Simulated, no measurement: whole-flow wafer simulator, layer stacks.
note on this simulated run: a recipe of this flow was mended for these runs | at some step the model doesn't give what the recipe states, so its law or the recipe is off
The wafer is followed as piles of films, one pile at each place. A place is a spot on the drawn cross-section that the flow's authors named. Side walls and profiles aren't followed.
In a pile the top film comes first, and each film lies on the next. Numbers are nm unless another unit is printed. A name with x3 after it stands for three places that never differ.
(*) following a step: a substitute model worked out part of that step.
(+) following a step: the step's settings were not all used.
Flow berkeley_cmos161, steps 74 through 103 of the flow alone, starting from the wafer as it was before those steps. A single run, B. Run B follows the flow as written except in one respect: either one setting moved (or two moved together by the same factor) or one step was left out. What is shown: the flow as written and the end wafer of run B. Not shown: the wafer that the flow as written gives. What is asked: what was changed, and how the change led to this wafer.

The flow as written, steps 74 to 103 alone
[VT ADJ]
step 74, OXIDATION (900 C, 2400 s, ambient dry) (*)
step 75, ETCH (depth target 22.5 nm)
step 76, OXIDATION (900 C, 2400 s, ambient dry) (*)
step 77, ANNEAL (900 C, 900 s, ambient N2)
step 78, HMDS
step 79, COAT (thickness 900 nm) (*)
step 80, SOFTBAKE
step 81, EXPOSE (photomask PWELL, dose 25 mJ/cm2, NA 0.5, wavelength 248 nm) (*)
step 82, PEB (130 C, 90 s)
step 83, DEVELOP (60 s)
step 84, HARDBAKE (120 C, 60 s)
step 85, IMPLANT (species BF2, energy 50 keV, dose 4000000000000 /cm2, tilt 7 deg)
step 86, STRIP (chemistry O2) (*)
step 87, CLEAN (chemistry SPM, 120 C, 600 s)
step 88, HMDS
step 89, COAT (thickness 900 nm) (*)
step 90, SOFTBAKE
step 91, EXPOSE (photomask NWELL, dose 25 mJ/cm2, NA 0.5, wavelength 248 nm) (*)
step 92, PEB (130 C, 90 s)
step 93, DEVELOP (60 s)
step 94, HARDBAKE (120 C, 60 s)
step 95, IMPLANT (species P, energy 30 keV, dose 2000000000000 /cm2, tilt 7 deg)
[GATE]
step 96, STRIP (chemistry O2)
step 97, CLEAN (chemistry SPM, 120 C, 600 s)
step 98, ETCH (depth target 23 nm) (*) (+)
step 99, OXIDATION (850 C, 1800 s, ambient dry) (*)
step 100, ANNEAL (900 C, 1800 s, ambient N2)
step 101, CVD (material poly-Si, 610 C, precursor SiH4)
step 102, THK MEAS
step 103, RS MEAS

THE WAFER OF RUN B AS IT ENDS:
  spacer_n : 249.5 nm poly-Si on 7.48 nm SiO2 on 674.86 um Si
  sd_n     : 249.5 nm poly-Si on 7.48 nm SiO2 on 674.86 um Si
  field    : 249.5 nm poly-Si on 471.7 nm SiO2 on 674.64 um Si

The reason: step 75, ETCH: depth target 4.5 nm was run, whereas the flow has depth target 22.5 nm.

How this came from the change, step by step:
  step 75, ETCH (depth target 22.5 nm)
      sd_n, spacer_n, gate_n, sd_p, spacer_p, gate_p, contact, m1: SiO2 loses 4.5 (as written it would have been: SiO2 loses 14.9 (all of it))
      field: SiO2 loses 4.5 (as written it would have been: SiO2 loses 22.5)
  step 76, OXIDATION (900 C, 2400 s, ambient dry) (*)
      sd_n, spacer_n, gate_n, sd_p, spacer_p, gate_p, contact, m1: SiO2 gains 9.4, Si loses 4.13 (as written it would have been: SiO2 gains 14.9 (new film), Si loses 6.57)
  step 98, ETCH (depth target 23 nm) (*) (+)
      sd_n, spacer_n, gate_n, sd_p, spacer_p, gate_p, contact, m1: SiO2 loses 19.8 (all of it) (as written it would have been: SiO2 loses 14.9 (all of it))
